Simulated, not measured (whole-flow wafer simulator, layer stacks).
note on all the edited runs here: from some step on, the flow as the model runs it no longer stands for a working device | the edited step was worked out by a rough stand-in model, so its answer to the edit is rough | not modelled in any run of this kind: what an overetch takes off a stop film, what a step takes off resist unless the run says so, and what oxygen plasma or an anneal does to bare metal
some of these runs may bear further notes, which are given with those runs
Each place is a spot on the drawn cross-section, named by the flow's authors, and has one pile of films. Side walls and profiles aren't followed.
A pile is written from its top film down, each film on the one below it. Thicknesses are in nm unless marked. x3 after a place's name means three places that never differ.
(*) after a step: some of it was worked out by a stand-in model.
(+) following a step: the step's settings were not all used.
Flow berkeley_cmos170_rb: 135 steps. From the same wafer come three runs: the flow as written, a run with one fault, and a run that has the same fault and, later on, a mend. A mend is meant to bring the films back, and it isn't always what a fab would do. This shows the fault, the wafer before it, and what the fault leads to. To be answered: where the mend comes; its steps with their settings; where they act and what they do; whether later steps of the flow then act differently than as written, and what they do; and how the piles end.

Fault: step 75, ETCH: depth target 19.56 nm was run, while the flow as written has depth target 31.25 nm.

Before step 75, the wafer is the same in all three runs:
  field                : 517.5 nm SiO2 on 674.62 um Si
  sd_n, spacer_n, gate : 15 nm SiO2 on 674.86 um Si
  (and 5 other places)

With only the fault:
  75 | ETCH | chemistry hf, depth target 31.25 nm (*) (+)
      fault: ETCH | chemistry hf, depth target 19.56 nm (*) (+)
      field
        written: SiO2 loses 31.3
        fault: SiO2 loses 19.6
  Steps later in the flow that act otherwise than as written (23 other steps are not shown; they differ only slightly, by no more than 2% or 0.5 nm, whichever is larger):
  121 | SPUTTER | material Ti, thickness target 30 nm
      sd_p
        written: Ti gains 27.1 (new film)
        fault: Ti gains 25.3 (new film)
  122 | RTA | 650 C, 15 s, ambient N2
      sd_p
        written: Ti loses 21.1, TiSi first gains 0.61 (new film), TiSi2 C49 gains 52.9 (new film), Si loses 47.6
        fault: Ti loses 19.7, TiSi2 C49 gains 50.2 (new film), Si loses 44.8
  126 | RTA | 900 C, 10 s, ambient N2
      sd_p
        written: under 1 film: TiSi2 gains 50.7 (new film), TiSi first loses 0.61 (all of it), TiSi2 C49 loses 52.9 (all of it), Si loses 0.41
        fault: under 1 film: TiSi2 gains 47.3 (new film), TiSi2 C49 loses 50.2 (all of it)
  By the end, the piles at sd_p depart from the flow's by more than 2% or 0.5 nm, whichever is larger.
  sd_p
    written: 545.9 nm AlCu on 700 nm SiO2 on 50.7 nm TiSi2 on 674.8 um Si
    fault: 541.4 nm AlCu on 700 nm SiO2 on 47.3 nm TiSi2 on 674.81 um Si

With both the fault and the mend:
  The mend stands after step 75.
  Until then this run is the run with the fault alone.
  75a | ETCH | chemistry hf, depth target 11.69 nm (*) (+) (the flow's step 75, run once more with other settings)
      field
        SiO2 loses 11.7
  None of the later steps of the flow differs from how it acts as written, at any place that is followed, by more than 2% or 0.5 nm, whichever is larger.
  At every place that both follow, the piles at the end match the flow's.
